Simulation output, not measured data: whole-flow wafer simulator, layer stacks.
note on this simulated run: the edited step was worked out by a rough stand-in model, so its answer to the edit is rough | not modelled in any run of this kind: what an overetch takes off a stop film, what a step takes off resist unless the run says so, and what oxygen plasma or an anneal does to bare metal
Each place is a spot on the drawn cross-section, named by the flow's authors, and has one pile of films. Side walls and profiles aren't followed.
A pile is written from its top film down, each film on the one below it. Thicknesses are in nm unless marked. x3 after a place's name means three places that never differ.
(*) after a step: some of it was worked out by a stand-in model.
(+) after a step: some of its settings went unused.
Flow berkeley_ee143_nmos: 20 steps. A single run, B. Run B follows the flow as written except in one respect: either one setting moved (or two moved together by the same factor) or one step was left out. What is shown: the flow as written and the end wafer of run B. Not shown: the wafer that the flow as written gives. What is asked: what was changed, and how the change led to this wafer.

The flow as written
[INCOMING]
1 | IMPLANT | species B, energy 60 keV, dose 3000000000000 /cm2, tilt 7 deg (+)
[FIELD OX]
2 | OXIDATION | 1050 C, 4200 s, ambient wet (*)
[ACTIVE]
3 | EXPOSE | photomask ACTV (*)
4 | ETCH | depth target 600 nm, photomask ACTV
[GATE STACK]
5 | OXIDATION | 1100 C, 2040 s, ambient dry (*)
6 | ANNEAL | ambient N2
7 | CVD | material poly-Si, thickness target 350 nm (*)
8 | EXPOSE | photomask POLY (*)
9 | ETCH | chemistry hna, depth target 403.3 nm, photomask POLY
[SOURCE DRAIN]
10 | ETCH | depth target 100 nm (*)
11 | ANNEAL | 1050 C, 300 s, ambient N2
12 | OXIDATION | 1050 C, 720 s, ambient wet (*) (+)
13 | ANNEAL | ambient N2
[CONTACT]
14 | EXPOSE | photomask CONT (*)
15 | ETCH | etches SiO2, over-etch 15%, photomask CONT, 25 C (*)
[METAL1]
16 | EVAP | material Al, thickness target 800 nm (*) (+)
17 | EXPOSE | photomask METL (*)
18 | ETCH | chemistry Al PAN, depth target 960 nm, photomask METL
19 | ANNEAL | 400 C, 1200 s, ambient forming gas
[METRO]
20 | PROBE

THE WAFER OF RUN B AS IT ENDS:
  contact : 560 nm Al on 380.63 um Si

What caused this: step 16, EVAP: thickness target 560 nm was run, whereas the flow has thickness target 800 nm.
The wafer lets one read it off: contact has Al 560, and step 16 as written asks for 800 nm.

Step by step, how the change led to this:
  16 | EVAP | material Al, thickness target 800 nm (*) (+)
      gate, sd, contact, field: +560 Al (new film) (it would be, as written: +800 Al (new film))
  18 | ETCH | chemistry Al PAN, depth target 960 nm, photomask METL
      gate, sd, field: -560 Al (all of it) (it would be, as written: -800 Al (all of it))
